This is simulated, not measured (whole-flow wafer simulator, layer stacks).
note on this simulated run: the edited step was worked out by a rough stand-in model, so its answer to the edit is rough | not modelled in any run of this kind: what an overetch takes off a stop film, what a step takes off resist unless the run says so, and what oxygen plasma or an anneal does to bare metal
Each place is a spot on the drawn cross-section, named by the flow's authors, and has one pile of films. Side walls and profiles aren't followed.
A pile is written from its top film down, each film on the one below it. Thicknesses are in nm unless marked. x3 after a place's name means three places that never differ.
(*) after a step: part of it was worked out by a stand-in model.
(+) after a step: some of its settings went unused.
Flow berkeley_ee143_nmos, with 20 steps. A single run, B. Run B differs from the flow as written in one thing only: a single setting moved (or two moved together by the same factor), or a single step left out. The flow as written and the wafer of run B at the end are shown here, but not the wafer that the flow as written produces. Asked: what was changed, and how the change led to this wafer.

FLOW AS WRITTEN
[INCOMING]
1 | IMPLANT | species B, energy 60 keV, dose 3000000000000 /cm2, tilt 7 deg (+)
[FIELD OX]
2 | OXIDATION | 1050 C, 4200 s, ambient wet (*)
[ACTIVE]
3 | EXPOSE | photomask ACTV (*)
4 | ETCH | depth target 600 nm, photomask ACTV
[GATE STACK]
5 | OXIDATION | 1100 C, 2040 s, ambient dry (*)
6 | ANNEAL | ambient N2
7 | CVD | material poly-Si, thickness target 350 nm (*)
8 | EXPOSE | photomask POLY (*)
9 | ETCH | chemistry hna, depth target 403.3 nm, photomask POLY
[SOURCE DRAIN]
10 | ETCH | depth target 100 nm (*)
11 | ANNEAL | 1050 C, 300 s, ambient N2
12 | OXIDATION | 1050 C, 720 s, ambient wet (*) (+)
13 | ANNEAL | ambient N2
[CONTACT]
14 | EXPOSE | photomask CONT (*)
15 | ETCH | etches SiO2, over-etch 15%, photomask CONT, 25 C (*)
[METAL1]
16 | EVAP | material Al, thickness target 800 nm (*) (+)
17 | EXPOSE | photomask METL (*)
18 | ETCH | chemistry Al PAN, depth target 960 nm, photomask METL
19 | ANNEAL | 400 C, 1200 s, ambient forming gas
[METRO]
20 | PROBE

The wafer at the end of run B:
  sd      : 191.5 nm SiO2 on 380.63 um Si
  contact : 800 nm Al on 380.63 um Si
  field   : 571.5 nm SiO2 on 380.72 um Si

Cause: step 10, ETCH: depth target 73 nm was run, though the flow has depth target 100 nm.

How this came from the change, step by step:
  10 | ETCH | depth target 100 nm (*)
      sd, contact: SiO2 loses 73 (in the flow as written it would be: SiO2 loses 79.7 (all of it))
      field: SiO2 loses 73 (in the flow as written it would be: SiO2 loses 100)
  12 | OXIDATION | 1050 C, 720 s, ambient wet (*) (+)
      sd, contact: SiO2 gains 184.9, Si loses 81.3 (in the flow as written it would be: SiO2 gains 189.4 (new film), Si loses 83.4)
      field: SiO2 gains 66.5, Si loses 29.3 (in the flow as written it would be: SiO2 gains 69.1, Si loses 30.4)
